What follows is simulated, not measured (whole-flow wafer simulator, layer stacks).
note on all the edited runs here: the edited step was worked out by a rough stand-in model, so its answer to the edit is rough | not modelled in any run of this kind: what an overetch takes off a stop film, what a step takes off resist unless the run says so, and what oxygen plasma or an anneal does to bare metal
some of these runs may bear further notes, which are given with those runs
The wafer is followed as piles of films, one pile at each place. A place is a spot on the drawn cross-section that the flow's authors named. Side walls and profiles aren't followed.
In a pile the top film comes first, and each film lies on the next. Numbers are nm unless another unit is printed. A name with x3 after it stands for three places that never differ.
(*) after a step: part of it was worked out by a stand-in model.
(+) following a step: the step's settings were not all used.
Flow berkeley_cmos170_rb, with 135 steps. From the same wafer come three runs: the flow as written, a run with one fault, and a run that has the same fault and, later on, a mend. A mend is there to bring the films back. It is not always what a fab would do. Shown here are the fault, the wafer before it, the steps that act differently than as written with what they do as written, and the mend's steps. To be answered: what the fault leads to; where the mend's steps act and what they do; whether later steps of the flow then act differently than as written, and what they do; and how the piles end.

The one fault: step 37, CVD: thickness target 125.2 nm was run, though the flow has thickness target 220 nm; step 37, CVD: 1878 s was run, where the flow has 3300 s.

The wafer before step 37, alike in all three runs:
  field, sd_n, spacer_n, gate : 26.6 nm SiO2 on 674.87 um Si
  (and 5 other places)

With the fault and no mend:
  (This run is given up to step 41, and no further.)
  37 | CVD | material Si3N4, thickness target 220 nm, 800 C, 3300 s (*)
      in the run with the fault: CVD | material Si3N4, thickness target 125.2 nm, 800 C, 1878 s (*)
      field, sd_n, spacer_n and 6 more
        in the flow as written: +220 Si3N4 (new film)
        in the run with the fault: +125.2 Si3N4 (new film)
  None of the later steps of the flow up to step 41 acts differently than as written at any place that is followed.
  After step 41, at field, sd_n, spacer_n and 6 more, the piles differ from the flow's by more than 2% or 0.5 nm, whichever is larger.
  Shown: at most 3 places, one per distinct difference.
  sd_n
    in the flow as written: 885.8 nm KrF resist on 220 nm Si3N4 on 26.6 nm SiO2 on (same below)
    in the run with the fault: 885.8 nm KrF resist on 125.2 nm Si3N4 on 26.6 nm SiO2 on (same below)
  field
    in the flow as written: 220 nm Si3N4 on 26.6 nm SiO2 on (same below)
    in the run with the fault: 125.2 nm Si3N4 on 26.6 nm SiO2 on (same below)

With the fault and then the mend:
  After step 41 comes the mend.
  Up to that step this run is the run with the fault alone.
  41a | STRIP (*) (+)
      sd_n, spacer_n, gate, sd_p, spacer_p, gate_p, contact, m1
        -885.8 KrF resist (all of it)
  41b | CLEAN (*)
      alters no film at any place that is followed
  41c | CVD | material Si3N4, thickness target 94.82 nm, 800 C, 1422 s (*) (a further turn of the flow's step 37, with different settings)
      field, sd_n, spacer_n and 6 more
        +94.8 Si3N4
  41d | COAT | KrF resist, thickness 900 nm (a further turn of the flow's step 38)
      field, sd_n, spacer_n and 6 more
        +900 KrF resist (new film)
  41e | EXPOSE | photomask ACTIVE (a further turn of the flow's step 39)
      alters no film at any place that is followed
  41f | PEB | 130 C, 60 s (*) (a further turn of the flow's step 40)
      alters no film at any place that is followed
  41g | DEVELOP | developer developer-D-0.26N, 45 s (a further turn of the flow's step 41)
      sd_n, spacer_n, gate, sd_p, spacer_p, gate_p, contact, m1
        -14.2 KrF resist
      field
        -900 KrF resist (all of it)
  None of the later steps of the flow differs from how it acts as written, at any place that is followed, by more than 2% or 0.5 nm, whichever is larger.
  By the end, the piles equal the flow's at every place that both follow.
